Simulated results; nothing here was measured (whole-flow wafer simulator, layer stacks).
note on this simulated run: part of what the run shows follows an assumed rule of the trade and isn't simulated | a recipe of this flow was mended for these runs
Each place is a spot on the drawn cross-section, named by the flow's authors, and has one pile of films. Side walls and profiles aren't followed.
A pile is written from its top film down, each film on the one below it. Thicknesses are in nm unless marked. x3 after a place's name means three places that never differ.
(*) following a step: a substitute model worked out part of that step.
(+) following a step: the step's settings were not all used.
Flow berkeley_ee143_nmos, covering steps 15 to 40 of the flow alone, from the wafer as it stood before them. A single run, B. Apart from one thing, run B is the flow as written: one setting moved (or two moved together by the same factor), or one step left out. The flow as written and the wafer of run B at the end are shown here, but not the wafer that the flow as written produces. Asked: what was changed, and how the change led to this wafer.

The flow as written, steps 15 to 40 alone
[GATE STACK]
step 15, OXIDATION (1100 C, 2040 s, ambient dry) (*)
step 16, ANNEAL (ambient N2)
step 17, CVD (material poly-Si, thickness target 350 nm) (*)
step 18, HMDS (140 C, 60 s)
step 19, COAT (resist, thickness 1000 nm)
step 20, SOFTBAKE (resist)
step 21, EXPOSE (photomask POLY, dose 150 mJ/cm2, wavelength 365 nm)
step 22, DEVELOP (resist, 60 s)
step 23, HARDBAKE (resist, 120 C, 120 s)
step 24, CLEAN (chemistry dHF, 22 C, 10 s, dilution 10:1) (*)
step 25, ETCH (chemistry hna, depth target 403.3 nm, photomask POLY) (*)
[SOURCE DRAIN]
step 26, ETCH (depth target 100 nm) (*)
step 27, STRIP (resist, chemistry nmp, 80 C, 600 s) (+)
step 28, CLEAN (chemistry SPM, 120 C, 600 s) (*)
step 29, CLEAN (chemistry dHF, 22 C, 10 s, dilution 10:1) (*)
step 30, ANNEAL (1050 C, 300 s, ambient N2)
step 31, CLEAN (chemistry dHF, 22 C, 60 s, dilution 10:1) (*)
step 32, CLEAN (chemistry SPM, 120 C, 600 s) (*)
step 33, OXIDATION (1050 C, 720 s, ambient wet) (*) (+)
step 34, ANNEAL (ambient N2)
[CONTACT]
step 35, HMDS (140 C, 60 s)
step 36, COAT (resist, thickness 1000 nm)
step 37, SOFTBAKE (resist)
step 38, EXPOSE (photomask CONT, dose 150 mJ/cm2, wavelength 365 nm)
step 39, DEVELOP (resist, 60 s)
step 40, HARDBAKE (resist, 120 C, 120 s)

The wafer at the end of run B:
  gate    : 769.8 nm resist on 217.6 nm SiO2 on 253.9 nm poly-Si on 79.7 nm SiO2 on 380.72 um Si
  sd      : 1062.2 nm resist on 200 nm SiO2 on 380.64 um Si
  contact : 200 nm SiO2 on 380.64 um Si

The reason: step 26, ETCH: depth target 20 nm was run, while the flow as written has depth target 100 nm.

The path from the change to this, step by step:
  step 26, ETCH (depth target 100 nm) (*)
      sd, contact: -20 SiO2 (it would be, as written: -78.6 SiO2 (all of it))
      field: -20 SiO2 (it would be, as written: -100 SiO2)
  step 28, CLEAN (chemistry SPM, 120 C, 600 s) (*)
      sd, contact: nothing (it would be, as written: +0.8 chemical SiO2 (new film), -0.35 Si)
  step 29, CLEAN (chemistry dHF, 22 C, 10 s, dilution 10:1) (*)
      sd, contact: -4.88 SiO2 (it would be, as written: -0.8 chemical SiO2 (all of it))
  step 31, CLEAN (chemistry dHF, 22 C, 60 s, dilution 10:1) (*)
      sd, contact: -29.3 SiO2 (it would be, as written: nothing)
  step 32, CLEAN (chemistry SPM, 120 C, 600 s) (*)
      sd, contact: nothing (it would be, as written: +0.8 chemical SiO2 (new film), -0.35 Si)
  step 33, OXIDATION (1050 C, 720 s, ambient wet) (*) (+)
      sd, contact: +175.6 SiO2, -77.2 Si (it would be, as written: +189.4 SiO2 (new film), -0.8 chemical SiO2 (all of it), -83 Si)
      field: +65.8 SiO2, -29 Si (it would be, as written: +73.9 SiO2, -32.5 Si)
  step 36, COAT (resist, thickness 1000 nm)
      gate: +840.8 resist (new film) (it would be, as written: +822.5 resist (new film))
      field: +808.2 resist (new film) (it would be, as written: +850.4 resist (new film))
  step 40, HARDBAKE (resist, 120 C, 120 s)
      gate: -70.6 resist (it would be, as written: -69 resist)
      field: -67.7 resist (it would be, as written: -71.4 resist)
